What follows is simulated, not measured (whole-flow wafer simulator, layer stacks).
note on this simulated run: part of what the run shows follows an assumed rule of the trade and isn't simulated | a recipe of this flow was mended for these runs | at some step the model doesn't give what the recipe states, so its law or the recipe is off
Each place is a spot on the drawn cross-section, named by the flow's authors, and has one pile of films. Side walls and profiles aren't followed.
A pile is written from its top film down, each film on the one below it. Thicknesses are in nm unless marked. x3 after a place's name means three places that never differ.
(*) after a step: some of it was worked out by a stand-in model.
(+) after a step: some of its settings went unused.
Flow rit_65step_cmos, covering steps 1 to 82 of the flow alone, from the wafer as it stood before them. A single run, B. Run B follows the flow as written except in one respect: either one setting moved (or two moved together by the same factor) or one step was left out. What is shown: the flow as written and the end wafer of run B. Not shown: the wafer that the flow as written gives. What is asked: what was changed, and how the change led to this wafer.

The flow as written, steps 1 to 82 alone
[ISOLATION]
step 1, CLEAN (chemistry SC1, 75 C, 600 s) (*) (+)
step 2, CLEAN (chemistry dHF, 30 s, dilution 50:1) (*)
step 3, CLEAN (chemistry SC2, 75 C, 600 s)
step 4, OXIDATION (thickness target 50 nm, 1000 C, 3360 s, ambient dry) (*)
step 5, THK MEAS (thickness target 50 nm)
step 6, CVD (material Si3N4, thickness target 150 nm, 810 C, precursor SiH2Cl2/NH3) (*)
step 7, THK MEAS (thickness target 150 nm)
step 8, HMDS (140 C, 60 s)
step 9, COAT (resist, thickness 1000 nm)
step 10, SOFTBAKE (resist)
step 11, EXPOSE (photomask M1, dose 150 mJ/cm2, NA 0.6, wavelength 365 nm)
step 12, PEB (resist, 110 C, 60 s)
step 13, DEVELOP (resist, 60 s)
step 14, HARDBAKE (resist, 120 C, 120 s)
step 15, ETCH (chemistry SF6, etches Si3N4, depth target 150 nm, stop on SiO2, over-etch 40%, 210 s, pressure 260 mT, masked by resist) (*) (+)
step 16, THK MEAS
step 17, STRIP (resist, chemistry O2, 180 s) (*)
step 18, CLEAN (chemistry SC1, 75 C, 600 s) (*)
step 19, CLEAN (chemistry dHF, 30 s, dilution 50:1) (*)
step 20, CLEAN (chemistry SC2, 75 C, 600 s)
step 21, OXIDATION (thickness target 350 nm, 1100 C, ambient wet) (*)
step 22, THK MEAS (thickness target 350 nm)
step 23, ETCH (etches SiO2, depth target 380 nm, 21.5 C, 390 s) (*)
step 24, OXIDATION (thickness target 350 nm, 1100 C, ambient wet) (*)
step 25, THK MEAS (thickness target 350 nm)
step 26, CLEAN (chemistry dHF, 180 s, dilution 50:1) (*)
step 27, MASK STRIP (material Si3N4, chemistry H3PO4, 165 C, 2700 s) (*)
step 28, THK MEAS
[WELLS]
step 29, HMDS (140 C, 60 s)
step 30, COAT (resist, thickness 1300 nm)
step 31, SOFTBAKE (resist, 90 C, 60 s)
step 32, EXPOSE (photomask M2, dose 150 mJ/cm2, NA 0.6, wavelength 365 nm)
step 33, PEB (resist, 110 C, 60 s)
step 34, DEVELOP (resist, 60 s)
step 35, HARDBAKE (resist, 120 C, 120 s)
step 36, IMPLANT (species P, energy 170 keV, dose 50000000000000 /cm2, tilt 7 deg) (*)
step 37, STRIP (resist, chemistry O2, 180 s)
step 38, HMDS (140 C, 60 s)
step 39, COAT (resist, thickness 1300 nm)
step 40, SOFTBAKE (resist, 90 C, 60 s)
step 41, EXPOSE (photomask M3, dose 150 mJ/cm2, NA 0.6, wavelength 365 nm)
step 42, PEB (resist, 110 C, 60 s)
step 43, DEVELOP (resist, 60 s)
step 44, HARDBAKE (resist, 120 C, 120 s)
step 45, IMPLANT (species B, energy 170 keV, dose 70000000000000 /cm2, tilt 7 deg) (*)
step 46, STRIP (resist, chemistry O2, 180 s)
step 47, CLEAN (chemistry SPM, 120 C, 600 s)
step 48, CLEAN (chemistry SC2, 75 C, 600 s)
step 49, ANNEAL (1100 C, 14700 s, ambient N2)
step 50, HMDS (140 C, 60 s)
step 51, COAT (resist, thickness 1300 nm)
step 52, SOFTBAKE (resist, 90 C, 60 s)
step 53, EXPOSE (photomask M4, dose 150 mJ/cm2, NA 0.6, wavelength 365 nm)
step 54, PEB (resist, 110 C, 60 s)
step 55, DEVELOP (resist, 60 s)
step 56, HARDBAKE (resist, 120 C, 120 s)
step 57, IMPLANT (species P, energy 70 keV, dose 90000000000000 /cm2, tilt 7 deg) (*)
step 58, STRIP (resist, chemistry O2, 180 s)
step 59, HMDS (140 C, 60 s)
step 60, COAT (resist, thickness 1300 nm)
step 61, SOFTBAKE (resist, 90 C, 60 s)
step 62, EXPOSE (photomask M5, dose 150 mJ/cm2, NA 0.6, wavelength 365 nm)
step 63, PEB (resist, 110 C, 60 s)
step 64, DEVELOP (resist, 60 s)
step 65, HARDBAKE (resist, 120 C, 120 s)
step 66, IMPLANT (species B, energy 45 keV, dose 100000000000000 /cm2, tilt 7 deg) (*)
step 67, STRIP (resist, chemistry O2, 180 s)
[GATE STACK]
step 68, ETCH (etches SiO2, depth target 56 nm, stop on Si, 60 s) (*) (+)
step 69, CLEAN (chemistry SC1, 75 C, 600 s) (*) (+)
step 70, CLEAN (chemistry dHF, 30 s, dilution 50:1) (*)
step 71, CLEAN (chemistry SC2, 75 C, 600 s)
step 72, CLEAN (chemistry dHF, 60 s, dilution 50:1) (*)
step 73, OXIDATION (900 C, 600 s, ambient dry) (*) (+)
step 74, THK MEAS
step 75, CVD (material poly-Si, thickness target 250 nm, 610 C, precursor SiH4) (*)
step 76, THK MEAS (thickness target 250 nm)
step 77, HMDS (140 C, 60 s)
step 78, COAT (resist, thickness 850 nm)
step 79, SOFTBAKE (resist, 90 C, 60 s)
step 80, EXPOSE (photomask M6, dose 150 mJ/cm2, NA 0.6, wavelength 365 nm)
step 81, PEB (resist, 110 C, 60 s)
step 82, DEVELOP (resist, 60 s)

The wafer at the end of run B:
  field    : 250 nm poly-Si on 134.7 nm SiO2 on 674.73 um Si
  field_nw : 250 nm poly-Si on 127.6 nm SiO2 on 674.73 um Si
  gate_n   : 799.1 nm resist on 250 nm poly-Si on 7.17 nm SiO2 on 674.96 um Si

The reason: step 24, OXIDATION: thickness target 224 nm was run, while the flow as written has thickness target 350 nm; step 26, CLEAN: 115 s was run, where the flow has 180 s.

The path from the change to this, step by step:
  step 24, OXIDATION (thickness target 350 nm, 1100 C, ambient wet) (*)
      active_n, active_p, gate_n and 7 more: SiO2 gains 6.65 (new film), Si3N4 loses 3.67 (in the flow as written it would be: SiO2 gains 12 (new film), Si3N4 loses 6.61)
      field, field_pw, field_nw, field_p: SiO2 gains 224 (new film), Si loses 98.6 (in the flow as written it would be: SiO2 gains 350 (new film), Si loses 154)
  step 26, CLEAN (chemistry dHF, 180 s, dilution 50:1) (*)
      active_n, active_p, gate_n and 7 more: SiO2 loses 6.65 (all of it), Si3N4 loses 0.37 (in the flow as written it would be: SiO2 loses 12 (all of it), Si3N4 loses 0.44)
      field, field_pw, field_nw, field_p: SiO2 loses 10.7 (in the flow as written it would be: SiO2 loses 16.7)
  step 27, MASK STRIP (material Si3N4, chemistry H3PO4, 165 C, 2700 s) (*)
      active_n, active_p, gate_n and 7 more: Si3N4 loses 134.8 (all of it), SiO2 loses 5.53 (in the flow as written it would be: Si3N4 loses 131.8 (all of it), SiO2 loses 5.64)
  step 30, COAT (resist, thickness 1300 nm)
      field_pw, field_nw: resist gains 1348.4 (new film) (in the flow as written it would be: resist gains 1313 (new film))
      field: resist gains 1364 (new film) (in the flow as written it would be: resist gains 1315.7 (new film))
      (as well as at 1 more place)
  step 33, PEB (resist, 110 C, 60 s)
      field, field_p: resist loses 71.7 (in the flow as written it would be: resist loses 69.2)
      field_pw, field_nw: resist loses 70.9 (in the flow as written it would be: resist loses 69.1)
  step 34, DEVELOP (resist, 60 s)
      field_nw: resist loses 1277.5 (all of it) (in the flow as written it would be: resist loses 1243.9 (all of it))
      field_p: resist loses 1292 (all of it) (in the flow as written it would be: resist loses 1246.5 (all of it))
  step 35, HARDBAKE (resist, 120 C, 120 s)
      field: resist loses 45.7 (in the flow as written it would be: resist loses 44.1)
      field_pw: resist loses 45.2 (in the flow as written it would be: resist loses 44)
  step 37, STRIP (resist, chemistry O2, 180 s)
      field: resist loses 1246.5 (all of it) (in the flow as written it would be: resist loses 1202.4 (all of it))
      field_pw: resist loses 1232.3 (all of it) (in the flow as written it would be: resist loses 1199.9 (all of it))
  step 39, COAT (resist, thickness 1300 nm)
      field_pw, field_nw: resist gains 1348.4 (new film) (in the flow as written it would be: resist gains 1313 (new film))
      field: resist gains 1364 (new film) (in the flow as written it would be: resist gains 1315.7 (new film))
      (as well as at 1 more place)
  step 42, PEB (resist, 110 C, 60 s)
      field, field_p: resist loses 71.7 (in the flow as written it would be: resist loses 69.2)
      field_pw, field_nw: resist loses 70.9 (in the flow as written it would be: resist loses 69.1)
  step 43, DEVELOP (resist, 60 s)
      field: resist loses 1292.2 (all of it) (in the flow as written it would be: resist loses 1246.5 (all of it))
      field_pw: resist loses 1277.5 (all of it) (in the flow as written it would be: resist loses 1243.9 (all of it))
  step 44, HARDBAKE (resist, 120 C, 120 s)
      field_nw: resist loses 45.2 (in the flow as written it would be: resist loses 44)
      field_p: resist loses 45.7 (in the flow as written it would be: resist loses 44.1)
  step 46, STRIP (resist, chemistry O2, 180 s)
      field_nw: resist loses 1232.3 (all of it) (in the flow as written it would be: resist loses 1199.9 (all of it))
      field_p: resist loses 1246.3 (all of it) (in the flow as written it would be: resist loses 1202.3 (all of it))
  step 51, COAT (resist, thickness 1300 nm)
      field_pw, field_nw: resist gains 1348.4 (new film) (in the flow as written it would be: resist gains 1313 (new film))
      field: resist gains 1364 (new film) (in the flow as written it would be: resist gains 1315.7 (new film))
      (as well as at 1 more place)
  step 54, PEB (resist, 110 C, 60 s)
      field, field_p: resist loses 71.7 (in the flow as written it would be: resist loses 69.2)
      field_pw, field_nw: resist loses 70.9 (in the flow as written it would be: resist loses 69.1)
  step 55, DEVELOP (resist, 60 s)
      field_nw: resist loses 1277.5 (all of it) (in the flow as written it would be: resist loses 1243.9 (all of it))
      field_p: resist loses 1292 (all of it) (in the flow as written it would be: resist loses 1246.5 (all of it))
  ... 9 further steps ...
  step 82, DEVELOP (resist, 60 s)
      field: resist loses 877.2 (all of it) (in the flow as written it would be: resist loses 832.7 (all of it))
      field_pw: resist loses 857.3 (all of it) (in the flow as written it would be: resist loses 826 (all of it))
      (as well as at 2 more places)
